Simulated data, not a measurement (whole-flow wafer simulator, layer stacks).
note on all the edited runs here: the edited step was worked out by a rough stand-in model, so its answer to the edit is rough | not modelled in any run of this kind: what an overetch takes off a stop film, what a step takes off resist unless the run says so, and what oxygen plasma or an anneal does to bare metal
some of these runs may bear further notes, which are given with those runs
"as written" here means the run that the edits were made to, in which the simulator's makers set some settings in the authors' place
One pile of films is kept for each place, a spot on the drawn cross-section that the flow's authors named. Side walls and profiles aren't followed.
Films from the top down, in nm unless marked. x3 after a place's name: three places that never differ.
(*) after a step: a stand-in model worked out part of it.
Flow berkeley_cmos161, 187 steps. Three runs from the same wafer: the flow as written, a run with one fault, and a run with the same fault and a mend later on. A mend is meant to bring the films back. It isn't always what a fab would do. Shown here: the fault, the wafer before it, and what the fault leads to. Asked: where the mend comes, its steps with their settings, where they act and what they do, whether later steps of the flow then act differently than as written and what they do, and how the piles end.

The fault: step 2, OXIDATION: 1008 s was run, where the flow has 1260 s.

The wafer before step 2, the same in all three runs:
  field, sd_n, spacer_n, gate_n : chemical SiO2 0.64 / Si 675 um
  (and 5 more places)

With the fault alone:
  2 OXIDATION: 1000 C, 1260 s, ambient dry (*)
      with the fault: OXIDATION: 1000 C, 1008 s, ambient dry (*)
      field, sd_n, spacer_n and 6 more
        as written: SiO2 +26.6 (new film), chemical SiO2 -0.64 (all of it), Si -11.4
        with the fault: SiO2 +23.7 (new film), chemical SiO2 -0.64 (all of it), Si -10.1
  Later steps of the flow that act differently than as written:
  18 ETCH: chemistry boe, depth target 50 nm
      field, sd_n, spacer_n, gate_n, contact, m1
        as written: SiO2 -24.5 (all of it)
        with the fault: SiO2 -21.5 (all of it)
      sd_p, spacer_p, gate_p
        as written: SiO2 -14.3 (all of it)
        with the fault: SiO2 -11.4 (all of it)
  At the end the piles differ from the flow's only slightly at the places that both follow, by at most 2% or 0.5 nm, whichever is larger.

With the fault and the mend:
  The mend comes after step 2.
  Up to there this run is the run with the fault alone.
  2a OXIDATION: 1000 C, 252 s, ambient dry (*) (the flow's step 2 once more, with other settings)
      field, sd_n, spacer_n and 6 more
        SiO2 +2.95, Si -1.3
  No later step of the flow acts differently than as written at any place that is followed.
  At the end the piles are the same as the flow's at every place that both follow.
